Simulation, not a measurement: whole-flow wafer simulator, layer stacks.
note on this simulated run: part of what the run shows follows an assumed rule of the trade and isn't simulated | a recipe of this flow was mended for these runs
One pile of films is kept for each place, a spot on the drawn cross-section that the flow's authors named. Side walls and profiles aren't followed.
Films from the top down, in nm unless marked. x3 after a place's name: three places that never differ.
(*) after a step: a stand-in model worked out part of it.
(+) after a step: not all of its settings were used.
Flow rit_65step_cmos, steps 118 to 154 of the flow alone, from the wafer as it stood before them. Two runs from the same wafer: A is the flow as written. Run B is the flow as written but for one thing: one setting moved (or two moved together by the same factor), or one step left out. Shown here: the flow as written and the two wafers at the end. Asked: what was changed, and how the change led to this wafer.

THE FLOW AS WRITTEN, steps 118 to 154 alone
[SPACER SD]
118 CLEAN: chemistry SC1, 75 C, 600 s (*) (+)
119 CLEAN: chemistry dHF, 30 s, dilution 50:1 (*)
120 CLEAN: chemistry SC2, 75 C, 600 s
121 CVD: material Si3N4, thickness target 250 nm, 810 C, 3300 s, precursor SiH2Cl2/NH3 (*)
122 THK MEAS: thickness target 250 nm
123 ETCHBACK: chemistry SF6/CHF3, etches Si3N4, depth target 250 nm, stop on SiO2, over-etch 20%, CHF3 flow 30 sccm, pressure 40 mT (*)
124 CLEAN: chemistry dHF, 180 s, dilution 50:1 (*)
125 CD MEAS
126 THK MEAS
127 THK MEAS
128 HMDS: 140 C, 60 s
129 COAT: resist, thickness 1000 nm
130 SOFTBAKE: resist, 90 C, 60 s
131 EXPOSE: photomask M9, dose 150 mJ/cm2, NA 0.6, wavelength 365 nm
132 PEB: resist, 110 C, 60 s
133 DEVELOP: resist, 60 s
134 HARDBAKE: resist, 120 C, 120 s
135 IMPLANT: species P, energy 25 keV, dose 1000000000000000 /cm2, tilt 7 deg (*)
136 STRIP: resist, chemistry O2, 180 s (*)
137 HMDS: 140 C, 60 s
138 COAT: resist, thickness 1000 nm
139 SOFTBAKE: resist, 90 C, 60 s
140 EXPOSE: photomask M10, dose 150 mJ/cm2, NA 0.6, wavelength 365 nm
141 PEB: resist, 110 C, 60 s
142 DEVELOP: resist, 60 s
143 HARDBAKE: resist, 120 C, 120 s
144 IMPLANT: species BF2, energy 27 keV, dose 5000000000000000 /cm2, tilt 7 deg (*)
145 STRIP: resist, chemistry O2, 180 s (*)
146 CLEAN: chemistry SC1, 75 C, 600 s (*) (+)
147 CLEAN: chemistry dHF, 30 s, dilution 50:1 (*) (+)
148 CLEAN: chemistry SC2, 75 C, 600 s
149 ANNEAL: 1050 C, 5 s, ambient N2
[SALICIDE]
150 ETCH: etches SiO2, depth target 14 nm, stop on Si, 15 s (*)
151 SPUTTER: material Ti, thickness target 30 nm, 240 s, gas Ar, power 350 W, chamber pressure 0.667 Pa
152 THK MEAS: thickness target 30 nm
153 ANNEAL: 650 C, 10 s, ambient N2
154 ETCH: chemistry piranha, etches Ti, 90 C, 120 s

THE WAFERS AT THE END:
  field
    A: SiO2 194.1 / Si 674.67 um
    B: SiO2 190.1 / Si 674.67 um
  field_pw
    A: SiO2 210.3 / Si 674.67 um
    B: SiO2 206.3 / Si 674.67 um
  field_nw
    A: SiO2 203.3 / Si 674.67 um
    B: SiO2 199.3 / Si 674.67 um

The cause: step 124, CLEAN: 223 s was run, where the flow has 180 s.

How the change led to this, step by step:
  124 CLEAN: chemistry dHF, 180 s, dilution 50:1 (*)
      field, field_p: A SiO2 -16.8 | B SiO2 -20.8
      field_pw, field_nw: A SiO2 -16.7 | B SiO2 -20.7
